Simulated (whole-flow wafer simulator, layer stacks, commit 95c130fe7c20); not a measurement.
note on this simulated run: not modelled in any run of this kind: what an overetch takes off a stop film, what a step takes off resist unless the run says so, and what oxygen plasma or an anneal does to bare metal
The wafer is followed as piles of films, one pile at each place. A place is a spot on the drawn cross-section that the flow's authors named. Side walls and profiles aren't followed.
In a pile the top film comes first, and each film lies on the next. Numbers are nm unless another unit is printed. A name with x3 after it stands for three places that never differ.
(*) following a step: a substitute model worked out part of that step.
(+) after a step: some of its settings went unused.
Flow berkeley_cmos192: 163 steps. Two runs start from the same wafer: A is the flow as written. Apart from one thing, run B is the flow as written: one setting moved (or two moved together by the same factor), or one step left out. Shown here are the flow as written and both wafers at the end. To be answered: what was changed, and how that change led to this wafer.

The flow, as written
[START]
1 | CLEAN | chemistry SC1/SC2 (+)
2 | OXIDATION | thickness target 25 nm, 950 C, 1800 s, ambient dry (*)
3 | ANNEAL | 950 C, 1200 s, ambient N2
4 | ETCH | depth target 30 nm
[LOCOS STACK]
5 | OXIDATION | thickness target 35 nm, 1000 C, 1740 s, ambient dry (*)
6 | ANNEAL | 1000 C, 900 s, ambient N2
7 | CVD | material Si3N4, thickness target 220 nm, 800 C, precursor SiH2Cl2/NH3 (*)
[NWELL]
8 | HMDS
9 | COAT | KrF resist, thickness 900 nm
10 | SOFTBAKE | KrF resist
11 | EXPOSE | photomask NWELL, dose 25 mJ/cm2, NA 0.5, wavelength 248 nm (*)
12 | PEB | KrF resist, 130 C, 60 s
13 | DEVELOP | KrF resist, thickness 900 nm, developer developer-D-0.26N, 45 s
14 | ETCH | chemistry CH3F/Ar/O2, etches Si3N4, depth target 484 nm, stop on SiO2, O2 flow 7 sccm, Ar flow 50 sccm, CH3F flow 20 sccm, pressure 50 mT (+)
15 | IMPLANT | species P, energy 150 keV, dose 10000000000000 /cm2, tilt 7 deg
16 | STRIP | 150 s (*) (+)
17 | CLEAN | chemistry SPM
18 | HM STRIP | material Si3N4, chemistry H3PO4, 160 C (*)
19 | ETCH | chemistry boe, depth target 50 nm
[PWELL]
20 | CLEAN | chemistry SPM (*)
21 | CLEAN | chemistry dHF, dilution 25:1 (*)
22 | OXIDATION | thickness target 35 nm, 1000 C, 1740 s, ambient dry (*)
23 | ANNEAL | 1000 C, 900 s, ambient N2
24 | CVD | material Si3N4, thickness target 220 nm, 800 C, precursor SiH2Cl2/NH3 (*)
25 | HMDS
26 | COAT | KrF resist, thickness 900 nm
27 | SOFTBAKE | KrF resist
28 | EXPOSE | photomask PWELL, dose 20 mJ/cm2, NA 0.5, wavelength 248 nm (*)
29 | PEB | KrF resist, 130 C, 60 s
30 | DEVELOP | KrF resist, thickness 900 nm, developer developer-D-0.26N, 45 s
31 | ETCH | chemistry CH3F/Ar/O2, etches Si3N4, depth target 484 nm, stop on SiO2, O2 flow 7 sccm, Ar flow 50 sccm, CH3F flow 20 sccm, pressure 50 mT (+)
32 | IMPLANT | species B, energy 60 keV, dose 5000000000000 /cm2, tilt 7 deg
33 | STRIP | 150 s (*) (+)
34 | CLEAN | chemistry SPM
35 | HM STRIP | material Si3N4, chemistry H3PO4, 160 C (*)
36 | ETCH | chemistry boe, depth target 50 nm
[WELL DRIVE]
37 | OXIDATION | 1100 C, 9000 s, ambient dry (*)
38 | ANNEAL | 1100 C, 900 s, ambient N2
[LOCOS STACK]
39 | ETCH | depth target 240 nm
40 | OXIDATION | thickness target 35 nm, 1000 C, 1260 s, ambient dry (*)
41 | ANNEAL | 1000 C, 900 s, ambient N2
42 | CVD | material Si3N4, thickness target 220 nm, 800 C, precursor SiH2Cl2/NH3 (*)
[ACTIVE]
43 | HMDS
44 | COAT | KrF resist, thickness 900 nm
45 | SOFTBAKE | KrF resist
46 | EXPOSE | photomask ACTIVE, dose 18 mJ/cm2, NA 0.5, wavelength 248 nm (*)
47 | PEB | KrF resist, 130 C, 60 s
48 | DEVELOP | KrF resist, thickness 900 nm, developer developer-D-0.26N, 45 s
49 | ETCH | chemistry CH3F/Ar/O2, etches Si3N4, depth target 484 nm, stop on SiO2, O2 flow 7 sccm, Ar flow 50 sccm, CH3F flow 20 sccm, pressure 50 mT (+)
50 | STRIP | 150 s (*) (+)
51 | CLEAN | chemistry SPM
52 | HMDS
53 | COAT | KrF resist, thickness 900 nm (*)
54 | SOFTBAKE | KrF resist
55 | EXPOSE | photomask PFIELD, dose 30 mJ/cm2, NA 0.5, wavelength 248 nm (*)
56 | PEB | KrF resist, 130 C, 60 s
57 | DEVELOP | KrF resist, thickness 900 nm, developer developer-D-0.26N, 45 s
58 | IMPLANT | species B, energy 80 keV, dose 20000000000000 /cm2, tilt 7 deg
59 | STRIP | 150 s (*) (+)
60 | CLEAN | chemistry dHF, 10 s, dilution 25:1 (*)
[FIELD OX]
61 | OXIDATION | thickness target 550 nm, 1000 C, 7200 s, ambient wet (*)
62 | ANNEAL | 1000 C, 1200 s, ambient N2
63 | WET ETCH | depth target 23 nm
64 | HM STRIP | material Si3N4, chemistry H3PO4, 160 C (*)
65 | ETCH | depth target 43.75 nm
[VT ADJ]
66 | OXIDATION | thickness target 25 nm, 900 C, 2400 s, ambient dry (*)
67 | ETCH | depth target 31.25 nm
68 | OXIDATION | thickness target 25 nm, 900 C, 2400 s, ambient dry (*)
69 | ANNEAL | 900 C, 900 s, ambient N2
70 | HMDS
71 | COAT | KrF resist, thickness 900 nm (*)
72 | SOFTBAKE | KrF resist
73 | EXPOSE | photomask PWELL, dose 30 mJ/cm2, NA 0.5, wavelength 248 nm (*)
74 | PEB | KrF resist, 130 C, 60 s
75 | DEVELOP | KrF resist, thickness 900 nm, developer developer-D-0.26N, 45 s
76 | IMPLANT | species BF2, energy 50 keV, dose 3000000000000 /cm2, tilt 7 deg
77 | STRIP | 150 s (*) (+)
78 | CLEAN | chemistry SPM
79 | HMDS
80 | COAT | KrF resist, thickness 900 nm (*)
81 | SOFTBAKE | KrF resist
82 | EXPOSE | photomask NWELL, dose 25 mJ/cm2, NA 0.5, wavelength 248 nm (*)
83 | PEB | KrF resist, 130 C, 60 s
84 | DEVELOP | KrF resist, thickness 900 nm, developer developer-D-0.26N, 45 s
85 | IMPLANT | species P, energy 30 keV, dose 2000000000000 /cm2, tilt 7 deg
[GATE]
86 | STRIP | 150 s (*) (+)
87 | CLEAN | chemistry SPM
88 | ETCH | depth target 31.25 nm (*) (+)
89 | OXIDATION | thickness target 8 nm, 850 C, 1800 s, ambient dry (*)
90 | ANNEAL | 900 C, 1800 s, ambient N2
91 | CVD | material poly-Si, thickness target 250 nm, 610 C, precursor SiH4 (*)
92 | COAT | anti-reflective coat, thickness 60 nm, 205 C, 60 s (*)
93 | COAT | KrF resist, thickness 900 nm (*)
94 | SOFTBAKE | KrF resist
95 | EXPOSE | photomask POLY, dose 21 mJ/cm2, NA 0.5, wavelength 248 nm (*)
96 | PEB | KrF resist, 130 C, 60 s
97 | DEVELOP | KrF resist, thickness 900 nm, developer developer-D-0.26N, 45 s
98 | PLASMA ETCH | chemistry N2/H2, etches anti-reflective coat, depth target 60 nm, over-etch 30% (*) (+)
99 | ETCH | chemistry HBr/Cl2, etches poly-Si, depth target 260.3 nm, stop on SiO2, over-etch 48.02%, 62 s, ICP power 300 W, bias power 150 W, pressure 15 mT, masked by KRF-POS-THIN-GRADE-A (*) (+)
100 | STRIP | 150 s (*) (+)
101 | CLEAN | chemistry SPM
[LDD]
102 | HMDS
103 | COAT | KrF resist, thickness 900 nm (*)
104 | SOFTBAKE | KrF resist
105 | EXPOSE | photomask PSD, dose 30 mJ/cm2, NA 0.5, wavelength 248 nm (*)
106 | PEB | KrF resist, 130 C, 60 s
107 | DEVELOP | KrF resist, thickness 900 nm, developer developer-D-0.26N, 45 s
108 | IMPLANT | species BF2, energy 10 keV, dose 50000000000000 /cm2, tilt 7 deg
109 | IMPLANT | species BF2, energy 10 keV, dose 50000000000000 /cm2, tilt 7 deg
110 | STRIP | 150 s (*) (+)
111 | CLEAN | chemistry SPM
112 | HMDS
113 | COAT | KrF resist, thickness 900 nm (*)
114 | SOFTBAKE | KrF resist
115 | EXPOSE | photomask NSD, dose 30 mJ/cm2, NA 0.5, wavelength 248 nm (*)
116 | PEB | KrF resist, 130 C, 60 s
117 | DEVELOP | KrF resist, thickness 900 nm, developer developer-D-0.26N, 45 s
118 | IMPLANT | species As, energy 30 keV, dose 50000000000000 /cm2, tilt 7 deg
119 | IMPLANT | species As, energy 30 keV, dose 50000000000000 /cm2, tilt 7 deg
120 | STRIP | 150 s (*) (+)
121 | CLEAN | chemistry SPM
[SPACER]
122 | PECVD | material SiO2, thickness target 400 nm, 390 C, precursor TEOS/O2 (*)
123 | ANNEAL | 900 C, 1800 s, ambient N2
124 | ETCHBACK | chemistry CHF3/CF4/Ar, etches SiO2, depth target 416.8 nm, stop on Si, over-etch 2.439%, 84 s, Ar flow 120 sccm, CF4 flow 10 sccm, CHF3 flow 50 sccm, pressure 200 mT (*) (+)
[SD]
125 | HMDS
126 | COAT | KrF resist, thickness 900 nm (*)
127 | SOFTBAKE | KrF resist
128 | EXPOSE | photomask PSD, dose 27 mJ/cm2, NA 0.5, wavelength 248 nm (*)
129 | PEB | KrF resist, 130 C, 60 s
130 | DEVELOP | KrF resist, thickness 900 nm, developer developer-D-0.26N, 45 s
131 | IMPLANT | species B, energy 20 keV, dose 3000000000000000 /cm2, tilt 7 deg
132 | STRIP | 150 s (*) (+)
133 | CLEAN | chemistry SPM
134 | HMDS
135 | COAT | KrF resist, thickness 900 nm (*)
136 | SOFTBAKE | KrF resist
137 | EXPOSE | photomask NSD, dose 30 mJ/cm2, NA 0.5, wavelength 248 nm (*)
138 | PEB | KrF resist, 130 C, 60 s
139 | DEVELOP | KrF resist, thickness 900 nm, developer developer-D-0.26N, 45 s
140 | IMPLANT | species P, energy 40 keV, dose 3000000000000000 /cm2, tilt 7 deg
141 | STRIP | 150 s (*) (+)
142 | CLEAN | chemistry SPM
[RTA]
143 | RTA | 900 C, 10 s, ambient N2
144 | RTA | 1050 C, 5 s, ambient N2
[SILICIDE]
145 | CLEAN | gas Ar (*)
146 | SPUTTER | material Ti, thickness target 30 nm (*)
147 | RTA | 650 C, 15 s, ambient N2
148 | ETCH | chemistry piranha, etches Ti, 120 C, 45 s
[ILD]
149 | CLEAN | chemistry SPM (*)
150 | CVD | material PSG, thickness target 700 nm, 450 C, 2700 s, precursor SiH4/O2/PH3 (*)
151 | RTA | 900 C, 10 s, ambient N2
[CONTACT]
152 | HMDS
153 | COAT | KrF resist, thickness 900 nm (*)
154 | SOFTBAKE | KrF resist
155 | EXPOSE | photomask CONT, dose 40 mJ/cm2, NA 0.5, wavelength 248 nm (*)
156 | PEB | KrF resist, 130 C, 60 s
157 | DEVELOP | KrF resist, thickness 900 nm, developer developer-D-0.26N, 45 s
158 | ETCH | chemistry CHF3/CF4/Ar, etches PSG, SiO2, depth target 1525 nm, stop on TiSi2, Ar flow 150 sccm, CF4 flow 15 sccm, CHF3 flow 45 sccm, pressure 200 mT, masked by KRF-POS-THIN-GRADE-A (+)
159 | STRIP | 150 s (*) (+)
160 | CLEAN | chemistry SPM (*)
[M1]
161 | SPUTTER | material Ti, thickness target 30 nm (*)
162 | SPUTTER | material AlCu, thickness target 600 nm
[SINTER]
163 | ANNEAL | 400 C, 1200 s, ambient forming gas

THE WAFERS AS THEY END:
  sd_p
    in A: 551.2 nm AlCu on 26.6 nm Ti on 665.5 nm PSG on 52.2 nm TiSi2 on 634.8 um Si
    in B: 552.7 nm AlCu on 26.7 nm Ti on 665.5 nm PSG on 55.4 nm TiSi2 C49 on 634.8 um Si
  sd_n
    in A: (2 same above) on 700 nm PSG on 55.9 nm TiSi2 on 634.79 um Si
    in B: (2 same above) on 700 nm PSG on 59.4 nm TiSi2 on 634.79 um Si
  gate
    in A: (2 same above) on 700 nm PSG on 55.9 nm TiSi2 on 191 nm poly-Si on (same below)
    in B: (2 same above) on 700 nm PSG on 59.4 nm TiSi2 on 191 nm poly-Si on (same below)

What caused this: step 151, RTA: 720 C was run, whereas the flow has 900 C.

Step by step, how the change led to this:
  151 | RTA | 900 C, 10 s, ambient N2
      sd_p: A under 1 film: +52.2 TiSi2 (new film), -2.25 TiSi first (all of it), -52.1 TiSi2 C49 (all of it), -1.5 Si | B under 1 film: -2.25 TiSi first (all of it), +3.35 TiSi2 C49, -1.5 Si
      sd_n, contact, m1: A under 1 film: +55.9 TiSi2 (new film), -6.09 TiSi first (all of it), -50.3 TiSi2 C49 (all of it), -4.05 Si | B under 1 film: +59.4 TiSi2 (new film), -6.09 TiSi first (all of it), -50.3 TiSi2 C49 (all of it), -4.05 Si
      (also at 2 further places)
